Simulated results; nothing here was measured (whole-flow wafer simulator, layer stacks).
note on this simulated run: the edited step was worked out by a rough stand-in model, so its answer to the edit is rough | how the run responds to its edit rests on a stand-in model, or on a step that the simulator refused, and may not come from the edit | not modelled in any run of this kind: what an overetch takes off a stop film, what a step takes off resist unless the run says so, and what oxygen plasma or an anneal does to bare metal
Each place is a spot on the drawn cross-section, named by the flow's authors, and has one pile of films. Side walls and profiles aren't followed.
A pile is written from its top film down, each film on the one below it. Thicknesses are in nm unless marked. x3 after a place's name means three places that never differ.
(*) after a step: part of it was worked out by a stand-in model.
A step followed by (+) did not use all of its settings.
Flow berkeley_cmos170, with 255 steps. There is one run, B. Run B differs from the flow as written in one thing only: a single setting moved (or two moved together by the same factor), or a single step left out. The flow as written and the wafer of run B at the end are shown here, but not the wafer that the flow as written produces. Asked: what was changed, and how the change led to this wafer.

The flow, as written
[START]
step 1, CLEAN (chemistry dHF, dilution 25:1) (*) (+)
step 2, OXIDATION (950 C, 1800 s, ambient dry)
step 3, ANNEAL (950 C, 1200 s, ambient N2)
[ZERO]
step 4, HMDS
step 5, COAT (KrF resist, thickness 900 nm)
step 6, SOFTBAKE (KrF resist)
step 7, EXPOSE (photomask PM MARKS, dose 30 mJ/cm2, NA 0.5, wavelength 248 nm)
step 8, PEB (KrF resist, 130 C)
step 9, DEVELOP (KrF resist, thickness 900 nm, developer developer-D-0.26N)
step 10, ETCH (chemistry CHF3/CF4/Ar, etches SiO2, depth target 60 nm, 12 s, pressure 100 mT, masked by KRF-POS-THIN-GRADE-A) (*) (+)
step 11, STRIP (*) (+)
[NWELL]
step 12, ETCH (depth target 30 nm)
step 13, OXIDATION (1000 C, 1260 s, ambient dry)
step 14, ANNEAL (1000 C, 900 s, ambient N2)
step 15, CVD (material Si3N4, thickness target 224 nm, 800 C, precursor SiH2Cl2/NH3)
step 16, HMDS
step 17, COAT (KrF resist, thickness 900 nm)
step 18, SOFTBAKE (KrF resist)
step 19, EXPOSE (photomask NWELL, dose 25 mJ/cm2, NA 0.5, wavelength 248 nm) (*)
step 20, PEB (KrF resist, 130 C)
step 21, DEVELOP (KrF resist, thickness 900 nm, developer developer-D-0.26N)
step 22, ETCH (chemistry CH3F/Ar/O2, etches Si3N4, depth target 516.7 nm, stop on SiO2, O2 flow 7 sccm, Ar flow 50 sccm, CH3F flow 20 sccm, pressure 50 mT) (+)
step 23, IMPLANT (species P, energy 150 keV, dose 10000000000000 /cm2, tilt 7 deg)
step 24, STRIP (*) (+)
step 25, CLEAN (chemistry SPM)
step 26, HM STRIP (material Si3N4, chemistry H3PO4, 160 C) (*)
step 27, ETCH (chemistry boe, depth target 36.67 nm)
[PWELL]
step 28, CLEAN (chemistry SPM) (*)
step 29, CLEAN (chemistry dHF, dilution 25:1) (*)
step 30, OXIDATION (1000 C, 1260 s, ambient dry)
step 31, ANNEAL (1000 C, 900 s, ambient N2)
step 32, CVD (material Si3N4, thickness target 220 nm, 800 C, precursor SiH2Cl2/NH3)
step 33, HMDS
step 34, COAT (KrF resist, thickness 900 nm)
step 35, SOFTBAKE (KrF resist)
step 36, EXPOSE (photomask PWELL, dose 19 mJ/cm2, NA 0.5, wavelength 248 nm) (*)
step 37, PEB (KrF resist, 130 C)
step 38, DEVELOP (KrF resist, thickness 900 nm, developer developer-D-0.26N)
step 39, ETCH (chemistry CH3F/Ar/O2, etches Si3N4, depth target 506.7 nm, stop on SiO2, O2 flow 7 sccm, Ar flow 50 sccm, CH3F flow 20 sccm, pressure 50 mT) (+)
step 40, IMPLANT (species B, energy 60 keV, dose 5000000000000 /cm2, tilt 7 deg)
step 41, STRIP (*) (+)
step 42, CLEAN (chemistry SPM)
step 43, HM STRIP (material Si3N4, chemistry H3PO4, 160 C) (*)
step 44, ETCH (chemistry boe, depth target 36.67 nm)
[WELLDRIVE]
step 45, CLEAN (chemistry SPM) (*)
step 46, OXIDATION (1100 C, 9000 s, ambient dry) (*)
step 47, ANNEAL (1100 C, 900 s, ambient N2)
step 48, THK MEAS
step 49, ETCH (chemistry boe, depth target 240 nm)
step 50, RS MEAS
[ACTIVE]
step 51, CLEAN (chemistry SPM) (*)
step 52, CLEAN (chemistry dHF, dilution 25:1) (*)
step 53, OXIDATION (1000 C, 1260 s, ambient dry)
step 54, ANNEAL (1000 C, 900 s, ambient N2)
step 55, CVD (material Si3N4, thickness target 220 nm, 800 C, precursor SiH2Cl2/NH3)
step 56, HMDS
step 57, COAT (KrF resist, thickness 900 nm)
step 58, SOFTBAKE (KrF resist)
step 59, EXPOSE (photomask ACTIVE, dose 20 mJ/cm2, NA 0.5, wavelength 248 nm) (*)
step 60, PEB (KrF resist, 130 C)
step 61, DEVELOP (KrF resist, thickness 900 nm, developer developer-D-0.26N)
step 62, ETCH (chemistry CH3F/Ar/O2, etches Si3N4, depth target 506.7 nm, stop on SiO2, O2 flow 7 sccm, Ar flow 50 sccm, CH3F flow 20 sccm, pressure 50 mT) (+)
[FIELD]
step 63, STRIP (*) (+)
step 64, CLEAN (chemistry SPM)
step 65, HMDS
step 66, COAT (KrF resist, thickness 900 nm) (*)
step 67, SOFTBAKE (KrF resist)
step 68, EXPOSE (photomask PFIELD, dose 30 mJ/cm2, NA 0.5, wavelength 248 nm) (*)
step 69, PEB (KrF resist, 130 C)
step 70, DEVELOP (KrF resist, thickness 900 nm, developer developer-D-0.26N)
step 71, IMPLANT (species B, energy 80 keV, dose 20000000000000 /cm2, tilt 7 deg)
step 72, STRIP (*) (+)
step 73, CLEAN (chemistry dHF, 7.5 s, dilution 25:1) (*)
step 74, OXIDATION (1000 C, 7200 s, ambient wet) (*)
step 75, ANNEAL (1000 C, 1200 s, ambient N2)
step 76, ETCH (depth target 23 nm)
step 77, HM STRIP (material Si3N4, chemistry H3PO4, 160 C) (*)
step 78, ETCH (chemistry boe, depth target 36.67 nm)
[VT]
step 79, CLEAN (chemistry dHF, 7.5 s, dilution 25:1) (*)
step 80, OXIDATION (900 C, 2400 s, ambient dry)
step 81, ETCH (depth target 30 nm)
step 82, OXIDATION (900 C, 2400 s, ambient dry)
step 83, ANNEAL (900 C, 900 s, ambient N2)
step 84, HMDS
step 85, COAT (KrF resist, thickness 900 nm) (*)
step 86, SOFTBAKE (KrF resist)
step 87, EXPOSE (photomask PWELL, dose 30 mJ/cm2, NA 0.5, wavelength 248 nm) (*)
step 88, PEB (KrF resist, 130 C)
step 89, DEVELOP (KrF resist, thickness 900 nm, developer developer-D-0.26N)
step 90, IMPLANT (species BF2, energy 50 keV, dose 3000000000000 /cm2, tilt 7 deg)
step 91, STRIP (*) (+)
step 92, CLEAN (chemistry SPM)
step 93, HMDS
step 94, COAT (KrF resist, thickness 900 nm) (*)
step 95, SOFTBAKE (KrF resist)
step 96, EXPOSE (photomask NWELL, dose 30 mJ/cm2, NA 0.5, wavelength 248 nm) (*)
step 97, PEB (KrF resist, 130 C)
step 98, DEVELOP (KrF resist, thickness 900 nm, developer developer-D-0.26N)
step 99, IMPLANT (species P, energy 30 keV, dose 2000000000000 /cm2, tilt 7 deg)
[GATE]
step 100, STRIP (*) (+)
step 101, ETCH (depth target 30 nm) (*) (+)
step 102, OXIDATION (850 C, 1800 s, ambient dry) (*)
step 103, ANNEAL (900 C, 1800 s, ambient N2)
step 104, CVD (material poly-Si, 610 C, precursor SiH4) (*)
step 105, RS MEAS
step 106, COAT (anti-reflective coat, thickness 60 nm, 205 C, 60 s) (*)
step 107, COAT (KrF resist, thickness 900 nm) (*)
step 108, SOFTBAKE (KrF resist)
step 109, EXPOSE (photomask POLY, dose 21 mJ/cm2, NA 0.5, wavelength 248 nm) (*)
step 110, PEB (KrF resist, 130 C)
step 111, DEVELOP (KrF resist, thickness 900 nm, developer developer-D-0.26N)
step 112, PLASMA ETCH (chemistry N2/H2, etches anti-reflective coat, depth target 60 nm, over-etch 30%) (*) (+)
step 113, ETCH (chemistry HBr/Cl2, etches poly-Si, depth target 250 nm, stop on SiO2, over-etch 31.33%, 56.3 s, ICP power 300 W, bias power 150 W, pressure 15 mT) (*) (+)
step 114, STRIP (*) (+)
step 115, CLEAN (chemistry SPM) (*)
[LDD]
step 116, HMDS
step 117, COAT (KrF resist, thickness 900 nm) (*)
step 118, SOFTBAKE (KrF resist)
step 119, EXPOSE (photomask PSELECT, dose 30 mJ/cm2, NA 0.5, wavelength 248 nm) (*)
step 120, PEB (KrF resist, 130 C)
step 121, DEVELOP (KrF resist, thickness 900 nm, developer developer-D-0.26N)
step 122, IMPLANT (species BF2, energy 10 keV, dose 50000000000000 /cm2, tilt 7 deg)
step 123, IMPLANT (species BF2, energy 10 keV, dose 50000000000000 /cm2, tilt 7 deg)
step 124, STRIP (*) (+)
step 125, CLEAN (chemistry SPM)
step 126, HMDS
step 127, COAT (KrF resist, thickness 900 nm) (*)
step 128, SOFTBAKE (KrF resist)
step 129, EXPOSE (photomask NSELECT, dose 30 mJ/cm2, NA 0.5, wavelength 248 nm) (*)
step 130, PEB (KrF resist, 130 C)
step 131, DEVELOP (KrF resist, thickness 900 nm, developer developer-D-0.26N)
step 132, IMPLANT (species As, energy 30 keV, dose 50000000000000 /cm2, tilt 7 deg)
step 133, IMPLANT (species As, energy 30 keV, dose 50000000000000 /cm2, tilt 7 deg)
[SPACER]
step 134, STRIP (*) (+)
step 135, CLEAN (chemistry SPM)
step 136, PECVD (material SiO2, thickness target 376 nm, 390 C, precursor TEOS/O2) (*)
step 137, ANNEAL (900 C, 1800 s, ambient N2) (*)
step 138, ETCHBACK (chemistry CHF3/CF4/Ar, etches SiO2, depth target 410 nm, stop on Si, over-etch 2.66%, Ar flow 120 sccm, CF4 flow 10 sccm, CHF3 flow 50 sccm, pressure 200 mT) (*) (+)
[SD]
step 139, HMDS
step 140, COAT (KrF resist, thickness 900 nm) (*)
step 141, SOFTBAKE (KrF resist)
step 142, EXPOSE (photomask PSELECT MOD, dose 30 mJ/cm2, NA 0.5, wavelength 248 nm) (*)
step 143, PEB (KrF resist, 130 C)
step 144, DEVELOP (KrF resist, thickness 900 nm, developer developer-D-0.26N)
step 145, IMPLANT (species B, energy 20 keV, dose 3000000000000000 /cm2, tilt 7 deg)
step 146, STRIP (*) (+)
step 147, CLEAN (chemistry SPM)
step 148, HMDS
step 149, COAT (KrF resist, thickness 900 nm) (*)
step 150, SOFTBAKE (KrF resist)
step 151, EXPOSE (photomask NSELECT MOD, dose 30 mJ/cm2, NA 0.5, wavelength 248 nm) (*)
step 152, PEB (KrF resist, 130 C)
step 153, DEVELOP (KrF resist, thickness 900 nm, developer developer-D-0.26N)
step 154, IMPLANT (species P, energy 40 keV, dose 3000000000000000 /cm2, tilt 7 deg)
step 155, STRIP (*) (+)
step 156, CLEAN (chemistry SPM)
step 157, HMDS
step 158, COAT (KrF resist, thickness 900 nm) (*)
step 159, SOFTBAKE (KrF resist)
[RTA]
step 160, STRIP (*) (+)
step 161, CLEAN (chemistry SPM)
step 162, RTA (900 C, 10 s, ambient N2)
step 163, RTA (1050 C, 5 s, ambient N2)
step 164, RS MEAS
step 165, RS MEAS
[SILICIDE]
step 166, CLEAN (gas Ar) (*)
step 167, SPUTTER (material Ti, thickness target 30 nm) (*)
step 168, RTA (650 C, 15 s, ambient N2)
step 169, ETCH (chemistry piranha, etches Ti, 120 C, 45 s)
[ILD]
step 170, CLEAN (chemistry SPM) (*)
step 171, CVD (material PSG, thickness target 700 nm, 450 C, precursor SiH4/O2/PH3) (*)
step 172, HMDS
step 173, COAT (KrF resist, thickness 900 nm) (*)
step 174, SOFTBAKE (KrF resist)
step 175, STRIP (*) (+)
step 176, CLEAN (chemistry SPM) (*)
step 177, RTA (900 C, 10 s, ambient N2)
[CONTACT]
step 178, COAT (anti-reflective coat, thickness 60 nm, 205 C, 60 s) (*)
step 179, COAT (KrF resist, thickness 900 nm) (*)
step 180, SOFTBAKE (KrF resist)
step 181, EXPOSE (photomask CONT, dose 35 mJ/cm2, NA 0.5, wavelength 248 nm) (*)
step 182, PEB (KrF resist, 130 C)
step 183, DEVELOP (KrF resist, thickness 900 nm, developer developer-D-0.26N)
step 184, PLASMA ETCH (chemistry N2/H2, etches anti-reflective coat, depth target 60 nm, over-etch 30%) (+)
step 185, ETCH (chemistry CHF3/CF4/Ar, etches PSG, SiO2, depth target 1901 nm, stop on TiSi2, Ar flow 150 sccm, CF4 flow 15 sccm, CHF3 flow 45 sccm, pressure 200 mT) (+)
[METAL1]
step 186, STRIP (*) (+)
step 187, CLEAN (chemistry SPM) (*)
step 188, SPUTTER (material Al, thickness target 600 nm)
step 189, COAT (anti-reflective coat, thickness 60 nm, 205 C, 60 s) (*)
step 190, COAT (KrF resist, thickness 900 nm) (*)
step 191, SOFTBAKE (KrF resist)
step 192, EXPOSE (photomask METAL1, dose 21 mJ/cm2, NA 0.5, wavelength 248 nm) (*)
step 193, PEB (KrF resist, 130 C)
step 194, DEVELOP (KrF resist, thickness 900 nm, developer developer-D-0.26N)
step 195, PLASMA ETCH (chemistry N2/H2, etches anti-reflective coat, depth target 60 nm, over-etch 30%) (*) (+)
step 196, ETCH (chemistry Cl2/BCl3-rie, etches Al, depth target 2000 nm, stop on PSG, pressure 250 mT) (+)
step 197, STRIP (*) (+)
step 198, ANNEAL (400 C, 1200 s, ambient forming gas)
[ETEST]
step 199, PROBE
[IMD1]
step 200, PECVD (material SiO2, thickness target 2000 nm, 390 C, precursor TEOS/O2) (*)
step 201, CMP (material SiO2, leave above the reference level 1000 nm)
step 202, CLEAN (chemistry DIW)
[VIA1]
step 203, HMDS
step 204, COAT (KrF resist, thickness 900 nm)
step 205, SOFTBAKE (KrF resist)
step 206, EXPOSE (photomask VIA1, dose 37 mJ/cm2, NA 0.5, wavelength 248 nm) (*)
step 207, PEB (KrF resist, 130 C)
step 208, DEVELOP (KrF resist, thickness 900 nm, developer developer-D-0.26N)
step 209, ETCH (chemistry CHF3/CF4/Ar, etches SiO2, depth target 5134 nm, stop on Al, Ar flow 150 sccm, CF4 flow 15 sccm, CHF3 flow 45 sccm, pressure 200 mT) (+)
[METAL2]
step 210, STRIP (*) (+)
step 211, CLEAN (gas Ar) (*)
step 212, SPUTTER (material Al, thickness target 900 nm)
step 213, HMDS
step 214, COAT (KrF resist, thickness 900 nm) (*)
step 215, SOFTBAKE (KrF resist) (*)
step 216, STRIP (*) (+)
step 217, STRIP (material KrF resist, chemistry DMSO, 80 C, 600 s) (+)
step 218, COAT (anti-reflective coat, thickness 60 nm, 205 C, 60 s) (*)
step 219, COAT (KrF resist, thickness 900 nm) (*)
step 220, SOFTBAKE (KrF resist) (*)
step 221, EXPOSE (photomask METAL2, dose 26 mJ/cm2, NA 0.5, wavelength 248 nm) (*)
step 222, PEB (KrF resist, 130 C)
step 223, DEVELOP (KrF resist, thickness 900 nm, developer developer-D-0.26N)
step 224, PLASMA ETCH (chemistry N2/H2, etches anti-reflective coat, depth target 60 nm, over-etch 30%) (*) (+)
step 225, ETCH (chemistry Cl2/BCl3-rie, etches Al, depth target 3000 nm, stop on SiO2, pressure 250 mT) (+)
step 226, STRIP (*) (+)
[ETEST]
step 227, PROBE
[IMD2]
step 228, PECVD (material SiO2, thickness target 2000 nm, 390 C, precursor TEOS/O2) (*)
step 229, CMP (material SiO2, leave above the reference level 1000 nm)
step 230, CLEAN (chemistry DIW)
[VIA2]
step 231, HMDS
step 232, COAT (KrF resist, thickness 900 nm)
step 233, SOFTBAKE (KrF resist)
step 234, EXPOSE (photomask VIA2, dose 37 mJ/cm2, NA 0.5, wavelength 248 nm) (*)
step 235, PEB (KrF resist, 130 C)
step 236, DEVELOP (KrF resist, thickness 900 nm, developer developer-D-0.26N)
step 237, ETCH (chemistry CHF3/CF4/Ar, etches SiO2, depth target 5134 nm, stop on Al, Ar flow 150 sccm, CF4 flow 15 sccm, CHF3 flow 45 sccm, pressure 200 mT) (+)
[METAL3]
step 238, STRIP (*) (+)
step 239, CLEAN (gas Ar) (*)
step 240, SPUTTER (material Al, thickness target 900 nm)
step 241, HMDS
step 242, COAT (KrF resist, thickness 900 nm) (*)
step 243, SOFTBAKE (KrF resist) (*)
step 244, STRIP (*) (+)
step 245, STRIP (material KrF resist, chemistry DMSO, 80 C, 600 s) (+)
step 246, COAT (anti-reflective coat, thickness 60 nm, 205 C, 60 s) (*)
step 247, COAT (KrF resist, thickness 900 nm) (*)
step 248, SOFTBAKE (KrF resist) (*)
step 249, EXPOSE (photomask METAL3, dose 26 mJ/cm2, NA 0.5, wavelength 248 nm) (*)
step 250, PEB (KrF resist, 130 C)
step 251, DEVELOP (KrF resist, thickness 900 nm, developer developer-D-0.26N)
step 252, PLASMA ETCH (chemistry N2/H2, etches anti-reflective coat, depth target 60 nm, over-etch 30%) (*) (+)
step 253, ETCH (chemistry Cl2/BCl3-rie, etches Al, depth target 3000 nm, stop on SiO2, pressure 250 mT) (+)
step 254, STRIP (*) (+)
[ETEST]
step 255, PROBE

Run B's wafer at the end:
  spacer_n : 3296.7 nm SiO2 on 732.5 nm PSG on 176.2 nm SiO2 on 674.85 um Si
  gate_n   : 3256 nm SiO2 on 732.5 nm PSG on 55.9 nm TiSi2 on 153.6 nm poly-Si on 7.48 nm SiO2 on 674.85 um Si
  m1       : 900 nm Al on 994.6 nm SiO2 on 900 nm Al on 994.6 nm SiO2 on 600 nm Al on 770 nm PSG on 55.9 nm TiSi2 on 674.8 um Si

The reason: step 171, CVD: thickness target 770 nm was run, whereas the flow has thickness target 700 nm.
One can read it off the wafer: m1 has PSG 770, and step 171 as written asks for 700 nm.

How this came from the change, step by step:
  step 171, CVD (material PSG, thickness target 700 nm, 450 C, precursor SiH4/O2/PH3) (*)
      field, sd_n, spacer_n and 9 more: +770 PSG (new film) (in the flow as written it would be: +700 PSG (new film))
  step 185, ETCH (chemistry CHF3/CF4/Ar, etches PSG, SiO2, depth target 1901 nm, stop on TiSi2, Ar flow 150 sccm, CF4 flow 15 sccm, CHF3 flow 45 sccm, pressure 200 mT) (+)
      field, sd_n, spacer_n and 8 more: -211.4 KrF resist (in the flow as written it would be: -193.9 KrF resist)
      contact: -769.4 PSG (all of it), -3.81 TiSi2 (in the flow as written it would be: -699.4 PSG (all of it), -3.81 TiSi2)
  step 186, STRIP (*) (+)
      field: -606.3 KrF resist (all of it), -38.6 anti-reflective coat (all of it) (in the flow as written it would be: -623.9 KrF resist (all of it), -38.6 anti-reflective coat (all of it))
      sd_n: -625.7 KrF resist (all of it), -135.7 anti-reflective coat (all of it) (in the flow as written it would be: -643.8 KrF resist (all of it), -135.1 anti-reflective coat (all of it))
      (and at 9 other places as well)
  step 188, SPUTTER (material Al, thickness target 600 nm)
      contact: +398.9 Al (new film) (in the flow as written it would be: +415.7 Al (new film))
  step 189, COAT (anti-reflective coat, thickness 60 nm, 205 C, 60 s) (*)
      sd_n: +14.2 anti-reflective coat (new film) (in the flow as written it would be: +17.7 anti-reflective coat (new film))
      contact: +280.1 anti-reflective coat (new film) (in the flow as written it would be: +261.9 anti-reflective coat (new film))
  step 190, COAT (KrF resist, thickness 900 nm) (*)
      contact: +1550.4 KrF resist (new film) (in the flow as written it would be: +1495.4 KrF resist (new film))
  step 195, PLASMA ETCH (chemistry N2/H2, etches anti-reflective coat, depth target 60 nm, over-etch 30%) (*) (+)
      sd_n: -14.2 anti-reflective coat (all of it) (in the flow as written it would be: -17.7 anti-reflective coat (all of it))
  step 197, STRIP (*) (+)
      contact: -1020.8 KrF resist (all of it), -280.1 anti-reflective coat (all of it) (in the flow as written it would be: -966.1 KrF resist (all of it), -261.9 anti-reflective coat (all of it))
  step 201, CMP (material SiO2, leave above the reference level 1000 nm)
      contact: nothing (in the flow as written it would be: -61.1 SiO2)
  step 204, COAT (KrF resist, thickness 900 nm)
      contact: +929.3 KrF resist (new film) (in the flow as written it would be: +900 KrF resist (new film))
  step 210, STRIP (*) (+)
      contact: -638.2 KrF resist (all of it) (in the flow as written it would be: -608.9 KrF resist (all of it))
  step 214, COAT (KrF resist, thickness 900 nm) (*)
      contact: +918.6 KrF resist (new film) (in the flow as written it would be: +889.8 KrF resist (new film))
  step 216, STRIP (*) (+)
      contact: -918.6 KrF resist (all of it) (in the flow as written it would be: -889.8 KrF resist (all of it))
  step 218, COAT (anti-reflective coat, thickness 60 nm, 205 C, 60 s) (*)
      sd_n: +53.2 anti-reflective coat (new film) (in the flow as written it would be: +64.1 anti-reflective coat (new film))
      contact: +77.5 anti-reflective coat (new film) (in the flow as written it would be: +62.1 anti-reflective coat (new film))
  step 224, PLASMA ETCH (chemistry N2/H2, etches anti-reflective coat, depth target 60 nm, over-etch 30%) (*) (+)
      contact, m1, via1, m2, via2: -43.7 KrF resist (in the flow as written it would be: -46.3 KrF resist)
      sd_n: -53.2 anti-reflective coat (all of it) (in the flow as written it would be: -64.1 anti-reflective coat (all of it))
  step 226, STRIP (*) (+)
      contact: -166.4 KrF resist (all of it), -77.5 anti-reflective coat (all of it) (in the flow as written it would be: -151.9 KrF resist (all of it), -62.1 anti-reflective coat (all of it))
  step 229, CMP (material SiO2, leave above the reference level 1000 nm)
      contact: -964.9 SiO2 (in the flow as written it would be: -1000 SiO2)
